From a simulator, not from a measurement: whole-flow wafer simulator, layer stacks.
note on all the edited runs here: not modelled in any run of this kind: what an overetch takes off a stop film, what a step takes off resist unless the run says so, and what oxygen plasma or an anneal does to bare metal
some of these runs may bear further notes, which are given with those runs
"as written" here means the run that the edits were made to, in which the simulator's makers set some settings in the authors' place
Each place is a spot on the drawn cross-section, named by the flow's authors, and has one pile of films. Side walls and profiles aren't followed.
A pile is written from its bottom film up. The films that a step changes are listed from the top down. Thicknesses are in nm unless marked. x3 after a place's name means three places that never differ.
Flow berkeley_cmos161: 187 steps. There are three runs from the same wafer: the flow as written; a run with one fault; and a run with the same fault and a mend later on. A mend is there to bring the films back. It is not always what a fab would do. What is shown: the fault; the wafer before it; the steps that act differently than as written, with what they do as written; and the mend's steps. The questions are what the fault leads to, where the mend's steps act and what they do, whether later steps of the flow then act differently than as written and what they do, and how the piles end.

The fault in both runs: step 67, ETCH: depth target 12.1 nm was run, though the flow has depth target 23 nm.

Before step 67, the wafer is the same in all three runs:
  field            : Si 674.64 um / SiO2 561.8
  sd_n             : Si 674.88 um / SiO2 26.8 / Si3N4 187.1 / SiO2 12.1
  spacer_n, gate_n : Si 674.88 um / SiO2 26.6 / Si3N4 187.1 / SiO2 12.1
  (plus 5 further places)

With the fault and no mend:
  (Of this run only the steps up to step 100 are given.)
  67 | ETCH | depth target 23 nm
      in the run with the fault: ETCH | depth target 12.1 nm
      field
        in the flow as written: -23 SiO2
        in the run with the fault: -12.1 SiO2
  Later steps of the flow up to step 100 that are run all act as written at every place that is followed, up to a difference of at most 2% or 0.5 nm, whichever is larger.
  The piles after step 100 differ from the flow's at field by more than 2% or 0.5 nm, whichever is larger.
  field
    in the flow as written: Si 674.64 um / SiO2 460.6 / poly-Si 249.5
    in the run with the fault: Si 674.64 um / SiO2 471.4 / poly-Si 249.5

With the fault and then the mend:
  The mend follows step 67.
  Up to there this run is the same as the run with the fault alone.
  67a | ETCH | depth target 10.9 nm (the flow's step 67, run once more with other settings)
      field
        -10.9 SiO2
  Later steps of the flow that are run all act as written at every place that is followed.
  By the end, the piles equal the flow's at every place that both follow.
